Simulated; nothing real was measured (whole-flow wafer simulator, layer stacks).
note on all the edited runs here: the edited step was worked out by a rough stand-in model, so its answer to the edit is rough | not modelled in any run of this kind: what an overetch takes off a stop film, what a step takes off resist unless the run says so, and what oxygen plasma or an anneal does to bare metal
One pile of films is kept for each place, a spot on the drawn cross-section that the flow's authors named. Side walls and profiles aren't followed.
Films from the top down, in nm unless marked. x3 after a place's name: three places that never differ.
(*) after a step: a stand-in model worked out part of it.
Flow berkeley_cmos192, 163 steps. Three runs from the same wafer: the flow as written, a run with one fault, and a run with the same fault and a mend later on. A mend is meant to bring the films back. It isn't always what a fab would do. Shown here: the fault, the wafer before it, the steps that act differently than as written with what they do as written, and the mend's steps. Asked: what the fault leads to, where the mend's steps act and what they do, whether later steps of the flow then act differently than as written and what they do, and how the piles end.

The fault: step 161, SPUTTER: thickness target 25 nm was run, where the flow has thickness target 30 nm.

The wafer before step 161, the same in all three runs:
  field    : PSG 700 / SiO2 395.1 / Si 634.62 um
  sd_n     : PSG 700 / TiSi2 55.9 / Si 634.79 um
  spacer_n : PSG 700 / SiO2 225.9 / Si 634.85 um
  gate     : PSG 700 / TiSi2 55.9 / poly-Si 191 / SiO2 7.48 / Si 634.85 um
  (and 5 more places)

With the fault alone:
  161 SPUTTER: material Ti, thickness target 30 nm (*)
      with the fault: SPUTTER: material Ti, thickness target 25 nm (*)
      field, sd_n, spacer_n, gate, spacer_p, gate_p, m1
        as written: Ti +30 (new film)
        with the fault: Ti +25 (new film)
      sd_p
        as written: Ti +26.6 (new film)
        with the fault: Ti +22.2 (new film)
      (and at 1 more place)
  No later step of the flow acts differently than as written, at any place that is followed, by more than 2% or 0.5 nm, whichever is larger.
  At the end the piles differ from the flow's by more than 2% or 0.5 nm, whichever is larger, at field, sd_n, spacer_n and 6 more.
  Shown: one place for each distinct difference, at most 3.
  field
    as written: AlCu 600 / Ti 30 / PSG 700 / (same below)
    with the fault: AlCu 600 / Ti 25 / PSG 700 / (same below)
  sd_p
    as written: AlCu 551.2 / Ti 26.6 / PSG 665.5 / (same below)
    with the fault: AlCu 551.4 / Ti 22.2 / PSG 665.5 / (same below)
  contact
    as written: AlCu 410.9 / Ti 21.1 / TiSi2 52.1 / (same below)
    with the fault: AlCu 411.7 / Ti 17.6 / TiSi2 52.1 / (same below)

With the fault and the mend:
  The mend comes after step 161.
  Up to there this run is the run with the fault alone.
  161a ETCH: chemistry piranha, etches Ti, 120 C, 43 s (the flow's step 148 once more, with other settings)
      field, sd_n, spacer_n, gate, spacer_p, gate_p, m1
        Ti -25 (all of it)
      sd_p
        Ti -22.2 (all of it)
      contact
        Ti -17.6 (all of it), TiSi2 -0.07
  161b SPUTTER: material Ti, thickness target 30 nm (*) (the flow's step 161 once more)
      field, sd_n, spacer_n, gate, spacer_p, gate_p, m1
        Ti +30 (new film)
      sd_p
        Ti +26.6 (new film)
      contact
        Ti +21.1 (new film)
  No later step of the flow acts differently than as written at any place that is followed.
  At the end the piles differ from the flow's only slightly at the places that both follow, by at most 2% or 0.5 nm, whichever is larger.
